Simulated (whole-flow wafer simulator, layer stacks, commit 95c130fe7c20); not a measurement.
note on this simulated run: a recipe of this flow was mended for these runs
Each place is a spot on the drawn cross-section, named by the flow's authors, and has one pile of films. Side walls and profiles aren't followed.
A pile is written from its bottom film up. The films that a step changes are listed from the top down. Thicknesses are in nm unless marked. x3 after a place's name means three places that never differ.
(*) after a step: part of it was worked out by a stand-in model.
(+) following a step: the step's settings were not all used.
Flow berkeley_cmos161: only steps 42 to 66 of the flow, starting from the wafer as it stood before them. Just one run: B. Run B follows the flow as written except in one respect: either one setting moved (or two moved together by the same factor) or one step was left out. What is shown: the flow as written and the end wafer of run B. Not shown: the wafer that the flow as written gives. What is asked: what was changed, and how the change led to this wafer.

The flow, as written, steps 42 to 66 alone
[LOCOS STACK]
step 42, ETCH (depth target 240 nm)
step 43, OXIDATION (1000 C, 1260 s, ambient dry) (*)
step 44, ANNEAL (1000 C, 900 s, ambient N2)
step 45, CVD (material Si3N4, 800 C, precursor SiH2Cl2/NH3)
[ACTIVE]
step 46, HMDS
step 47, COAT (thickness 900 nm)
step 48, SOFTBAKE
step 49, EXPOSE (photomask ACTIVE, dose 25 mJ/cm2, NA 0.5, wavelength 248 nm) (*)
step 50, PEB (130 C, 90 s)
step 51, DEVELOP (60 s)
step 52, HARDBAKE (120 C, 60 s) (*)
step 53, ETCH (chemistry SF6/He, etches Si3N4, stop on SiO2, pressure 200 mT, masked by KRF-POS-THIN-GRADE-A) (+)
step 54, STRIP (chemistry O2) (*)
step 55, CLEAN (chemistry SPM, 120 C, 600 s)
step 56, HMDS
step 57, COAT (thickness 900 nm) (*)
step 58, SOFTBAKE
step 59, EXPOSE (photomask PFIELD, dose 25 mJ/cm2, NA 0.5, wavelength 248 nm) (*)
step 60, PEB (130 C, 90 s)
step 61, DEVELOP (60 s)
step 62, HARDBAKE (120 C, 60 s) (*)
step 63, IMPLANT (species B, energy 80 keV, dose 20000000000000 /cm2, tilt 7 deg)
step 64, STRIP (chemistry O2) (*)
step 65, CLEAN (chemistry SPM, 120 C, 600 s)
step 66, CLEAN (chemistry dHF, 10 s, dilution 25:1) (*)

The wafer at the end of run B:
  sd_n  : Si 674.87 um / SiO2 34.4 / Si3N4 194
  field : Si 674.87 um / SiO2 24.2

The reason: step 43, OXIDATION: 2016 s was run, whereas the flow has 1260 s.

How this came from the change, step by step:
  step 43, OXIDATION (1000 C, 1260 s, ambient dry) (*)
      field, sd_n, spacer_n and 6 more: SiO2 gains 34.4 (new film), Si loses 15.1 (it would be, as written: SiO2 gains 26.6 (new film), Si loses 11.7)
